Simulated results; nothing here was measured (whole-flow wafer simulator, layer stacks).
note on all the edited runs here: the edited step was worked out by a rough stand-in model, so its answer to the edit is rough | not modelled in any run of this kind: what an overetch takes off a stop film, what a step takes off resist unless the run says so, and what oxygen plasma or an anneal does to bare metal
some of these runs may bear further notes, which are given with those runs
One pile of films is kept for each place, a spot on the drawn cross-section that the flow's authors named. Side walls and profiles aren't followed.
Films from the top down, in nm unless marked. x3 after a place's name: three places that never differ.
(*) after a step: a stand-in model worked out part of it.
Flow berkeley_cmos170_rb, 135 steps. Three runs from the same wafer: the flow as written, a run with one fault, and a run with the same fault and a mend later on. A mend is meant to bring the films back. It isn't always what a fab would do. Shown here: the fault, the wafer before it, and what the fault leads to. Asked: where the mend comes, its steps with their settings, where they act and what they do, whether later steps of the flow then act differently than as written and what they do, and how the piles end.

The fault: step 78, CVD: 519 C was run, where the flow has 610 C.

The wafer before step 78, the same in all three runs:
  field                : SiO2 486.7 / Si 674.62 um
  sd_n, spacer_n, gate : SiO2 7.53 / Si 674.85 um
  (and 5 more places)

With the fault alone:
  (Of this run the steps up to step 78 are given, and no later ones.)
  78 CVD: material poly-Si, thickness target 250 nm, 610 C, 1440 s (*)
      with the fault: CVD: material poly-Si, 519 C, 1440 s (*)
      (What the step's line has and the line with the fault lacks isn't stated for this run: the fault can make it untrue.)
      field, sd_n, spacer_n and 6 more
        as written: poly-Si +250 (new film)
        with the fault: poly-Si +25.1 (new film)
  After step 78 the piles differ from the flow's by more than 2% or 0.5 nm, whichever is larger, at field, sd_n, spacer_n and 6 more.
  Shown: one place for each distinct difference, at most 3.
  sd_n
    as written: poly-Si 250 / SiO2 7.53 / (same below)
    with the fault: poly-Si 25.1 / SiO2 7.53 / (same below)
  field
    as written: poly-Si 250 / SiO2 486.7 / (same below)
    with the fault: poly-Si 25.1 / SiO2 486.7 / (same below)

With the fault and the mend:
  The mend comes after step 78.
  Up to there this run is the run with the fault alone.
  78a ETCH: chemistry tmah, depth target 28.9 nm
      field, sd_n, spacer_n and 6 more
        poly-Si -25.1 (all of it)
  78b CLEAN (*) (the flow's step 74 once more)
      changes no film at any place that is followed
  78c CVD: material poly-Si, thickness target 250 nm, 610 C, 1440 s (*) (the flow's step 78 once more)
      field, sd_n, spacer_n and 6 more
        poly-Si +250 (new film)
  No later step of the flow acts differently than as written, at any place that is followed, by more than 2% or 0.5 nm, whichever is larger.
  At the end the piles are the same as the flow's at every place that both follow.
